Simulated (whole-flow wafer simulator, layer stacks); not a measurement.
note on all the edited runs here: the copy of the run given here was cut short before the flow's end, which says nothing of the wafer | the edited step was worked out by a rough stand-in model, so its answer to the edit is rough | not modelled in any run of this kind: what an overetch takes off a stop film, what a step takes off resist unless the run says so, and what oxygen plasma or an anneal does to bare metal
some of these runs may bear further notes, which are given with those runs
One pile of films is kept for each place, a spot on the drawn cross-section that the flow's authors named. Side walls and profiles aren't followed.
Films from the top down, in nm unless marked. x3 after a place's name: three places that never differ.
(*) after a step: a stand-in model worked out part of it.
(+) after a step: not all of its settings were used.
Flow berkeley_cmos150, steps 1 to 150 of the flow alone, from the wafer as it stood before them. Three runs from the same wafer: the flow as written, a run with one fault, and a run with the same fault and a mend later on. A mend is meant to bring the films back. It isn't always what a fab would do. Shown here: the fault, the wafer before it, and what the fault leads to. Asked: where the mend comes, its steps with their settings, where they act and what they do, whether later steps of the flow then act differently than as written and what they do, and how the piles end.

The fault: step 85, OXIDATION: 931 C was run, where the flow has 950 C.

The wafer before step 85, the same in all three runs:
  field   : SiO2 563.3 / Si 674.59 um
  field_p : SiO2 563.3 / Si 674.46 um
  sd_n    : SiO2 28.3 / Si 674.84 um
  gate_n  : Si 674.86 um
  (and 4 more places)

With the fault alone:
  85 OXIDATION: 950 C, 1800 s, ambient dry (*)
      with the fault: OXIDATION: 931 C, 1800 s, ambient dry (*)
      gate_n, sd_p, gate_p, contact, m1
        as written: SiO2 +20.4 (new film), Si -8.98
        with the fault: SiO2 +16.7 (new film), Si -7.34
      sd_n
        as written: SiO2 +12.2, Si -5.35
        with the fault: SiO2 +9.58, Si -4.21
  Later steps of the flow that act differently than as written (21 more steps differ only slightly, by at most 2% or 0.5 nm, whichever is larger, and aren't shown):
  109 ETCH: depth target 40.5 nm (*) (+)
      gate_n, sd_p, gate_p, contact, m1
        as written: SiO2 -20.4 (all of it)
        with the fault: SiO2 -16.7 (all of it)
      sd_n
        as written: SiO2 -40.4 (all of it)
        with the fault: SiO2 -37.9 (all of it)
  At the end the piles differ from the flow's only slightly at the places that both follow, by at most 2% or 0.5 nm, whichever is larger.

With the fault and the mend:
  The mend comes after step 87.
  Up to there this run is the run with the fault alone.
  87a OXIDATION: 950 C, 426 s, ambient dry (*) (the flow's step 85 once more, with other settings)
      gate_n, sd_p, gate_p, contact, m1
        SiO2 +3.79, Si -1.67
      field, field_p
        SiO2 +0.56, Si -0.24
      sd_n
        SiO2 +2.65, Si -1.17
  No later step of the flow acts differently than as written, at any place that is followed, by more than 2% or 0.5 nm, whichever is larger.
  At the end the piles differ from the flow's only slightly at the places that both follow, by at most 2% or 0.5 nm, whichever is larger.
